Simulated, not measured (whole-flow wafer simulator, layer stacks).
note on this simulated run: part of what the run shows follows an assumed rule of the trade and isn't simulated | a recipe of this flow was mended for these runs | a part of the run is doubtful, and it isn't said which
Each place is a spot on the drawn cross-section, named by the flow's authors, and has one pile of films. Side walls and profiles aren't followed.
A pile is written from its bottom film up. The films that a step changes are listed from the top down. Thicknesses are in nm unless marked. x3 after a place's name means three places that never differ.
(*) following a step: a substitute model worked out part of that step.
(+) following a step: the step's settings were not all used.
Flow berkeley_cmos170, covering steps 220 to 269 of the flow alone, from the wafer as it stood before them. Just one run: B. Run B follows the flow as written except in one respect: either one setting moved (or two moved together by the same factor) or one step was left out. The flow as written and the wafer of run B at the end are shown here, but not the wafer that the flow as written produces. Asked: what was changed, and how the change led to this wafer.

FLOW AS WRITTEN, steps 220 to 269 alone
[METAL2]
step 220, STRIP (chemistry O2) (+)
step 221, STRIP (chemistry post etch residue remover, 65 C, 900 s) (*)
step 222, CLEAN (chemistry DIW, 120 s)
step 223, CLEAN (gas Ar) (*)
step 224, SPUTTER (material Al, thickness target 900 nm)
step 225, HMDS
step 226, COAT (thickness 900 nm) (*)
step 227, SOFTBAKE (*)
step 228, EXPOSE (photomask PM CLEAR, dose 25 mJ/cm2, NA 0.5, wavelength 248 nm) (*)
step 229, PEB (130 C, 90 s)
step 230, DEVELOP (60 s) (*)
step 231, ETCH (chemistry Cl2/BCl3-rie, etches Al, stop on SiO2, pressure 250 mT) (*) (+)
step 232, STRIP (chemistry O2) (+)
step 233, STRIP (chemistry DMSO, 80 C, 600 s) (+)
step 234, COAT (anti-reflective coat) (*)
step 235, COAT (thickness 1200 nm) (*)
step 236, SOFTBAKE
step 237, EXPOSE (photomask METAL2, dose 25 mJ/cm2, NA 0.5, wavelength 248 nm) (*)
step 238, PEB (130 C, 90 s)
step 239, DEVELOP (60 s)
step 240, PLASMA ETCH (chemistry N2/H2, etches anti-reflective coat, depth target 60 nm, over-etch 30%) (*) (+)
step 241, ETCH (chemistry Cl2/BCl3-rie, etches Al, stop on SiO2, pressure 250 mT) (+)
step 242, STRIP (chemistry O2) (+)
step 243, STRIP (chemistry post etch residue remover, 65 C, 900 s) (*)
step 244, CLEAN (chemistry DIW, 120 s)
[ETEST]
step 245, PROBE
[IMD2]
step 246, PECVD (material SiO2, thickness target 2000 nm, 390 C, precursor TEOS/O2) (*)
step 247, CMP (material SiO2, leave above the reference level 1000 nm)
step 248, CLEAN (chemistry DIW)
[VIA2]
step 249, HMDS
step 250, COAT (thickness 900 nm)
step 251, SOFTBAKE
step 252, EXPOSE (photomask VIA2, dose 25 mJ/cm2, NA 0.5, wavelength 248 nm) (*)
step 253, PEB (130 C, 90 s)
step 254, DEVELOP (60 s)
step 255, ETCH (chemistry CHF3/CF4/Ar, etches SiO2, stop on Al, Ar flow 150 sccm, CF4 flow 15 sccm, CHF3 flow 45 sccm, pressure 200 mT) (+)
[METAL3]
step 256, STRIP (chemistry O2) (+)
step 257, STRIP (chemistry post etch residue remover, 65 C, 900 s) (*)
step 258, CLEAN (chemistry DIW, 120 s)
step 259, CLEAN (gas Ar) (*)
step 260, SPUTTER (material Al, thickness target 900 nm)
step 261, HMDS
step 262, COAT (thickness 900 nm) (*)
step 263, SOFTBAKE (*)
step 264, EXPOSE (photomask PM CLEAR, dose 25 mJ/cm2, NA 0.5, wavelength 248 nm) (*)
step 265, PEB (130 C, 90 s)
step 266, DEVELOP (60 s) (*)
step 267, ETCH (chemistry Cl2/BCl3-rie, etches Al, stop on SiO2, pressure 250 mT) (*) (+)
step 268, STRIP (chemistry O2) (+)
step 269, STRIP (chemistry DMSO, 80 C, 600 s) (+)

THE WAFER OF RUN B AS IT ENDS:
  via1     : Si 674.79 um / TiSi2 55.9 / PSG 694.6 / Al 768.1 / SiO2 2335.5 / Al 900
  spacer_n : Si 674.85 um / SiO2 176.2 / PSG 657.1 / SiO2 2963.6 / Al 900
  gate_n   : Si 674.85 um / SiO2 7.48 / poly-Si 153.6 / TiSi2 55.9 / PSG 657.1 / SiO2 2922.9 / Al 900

The reason: step 224, SPUTTER: thickness target 520 nm was run, whereas the flow has thickness target 900 nm.

How this came from the change, step by step:
  step 224, SPUTTER (material Al, thickness target 900 nm)
      field, mark, sd_n and 9 more: +520 Al (new film) (in the flow as written it would be: +900 Al (new film))
      via1: +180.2 Al (in the flow as written it would be: +259.4 Al)
  step 226, COAT (thickness 900 nm) (*)
      via1: +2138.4 KrF-resist (new film) (in the flow as written it would be: +2428.6 KrF-resist (new film))
  step 229, PEB (130 C, 90 s)
      via1: -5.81 KrF-resist (in the flow as written it would be: -7.55 KrF-resist)
  step 231, ETCH (chemistry Cl2/BCl3-rie, etches Al, stop on SiO2, pressure 250 mT) (*) (+)
      field, sd_n, spacer_n and 9 more: -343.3 KrF-resist (in the flow as written it would be: -533.3 KrF-resist)
      mark: -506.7 Al (all of it), -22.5 SiO2 (in the flow as written it would be: -886.7 Al (all of it), -22.5 SiO2)
  step 232, STRIP (chemistry O2) (+)
      field, spacer_n, gate_n: -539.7 KrF-resist (all of it) (in the flow as written it would be: -349.7 KrF-resist (all of it))
      sd_n: -537.2 KrF-resist (all of it) (in the flow as written it would be: -347 KrF-resist (all of it))
      (also at 8 further places)
  step 234, COAT (anti-reflective coat) (*)
      via1: +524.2 anti-reflective coat (new film) (in the flow as written it would be: +671.1 anti-reflective coat (new film))
  step 235, COAT (thickness 1200 nm) (*)
      via1: +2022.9 KrF-resist (new film) (in the flow as written it would be: +2189 KrF-resist (new film))
  step 238, PEB (130 C, 90 s)
      via1: -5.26 KrF-resist (in the flow as written it would be: -6.08 KrF-resist)
  step 241, ETCH (chemistry Cl2/BCl3-rie, etches Al, stop on SiO2, pressure 250 mT) (+)
      field, sd_n, spacer_n, gate_n, sd_p, spacer_p, gate_p: -520 Al (all of it), -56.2 SiO2 (in the flow as written it would be: -900 Al (all of it), -56.2 SiO2)
      contact, m1, via1, m2, via2: -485 KrF-resist (in the flow as written it would be: -675 KrF-resist)
      (also at 1 further place)
  step 242, STRIP (chemistry O2) (+)
      contact: -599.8 KrF-resist (all of it), -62 anti-reflective coat (all of it) (in the flow as written it would be: -412 KrF-resist (all of it), -62.1 anti-reflective coat (all of it))
      m1: -614.1 KrF-resist (all of it), -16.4 anti-reflective coat (all of it) (in the flow as written it would be: -433.1 KrF-resist (all of it), -16.6 anti-reflective coat (all of it))
      (also at 3 further places)
  step 246, PECVD (material SiO2, thickness target 2000 nm, 390 C, precursor TEOS/O2) (*)
      via1: +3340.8 SiO2 (new film) (in the flow as written it would be: +3103.6 SiO2 (new film), +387 void (new film), +151 SiO2 (new film))
  step 247, CMP (material SiO2, leave above the reference level 1000 nm)
      mark: -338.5 SiO2 (in the flow as written it would be: nothing)
      field, sd_n, spacer_n, gate_n, sd_p, spacer_p, gate_p: -426.6 SiO2 (in the flow as written it would be: -46.6 SiO2)
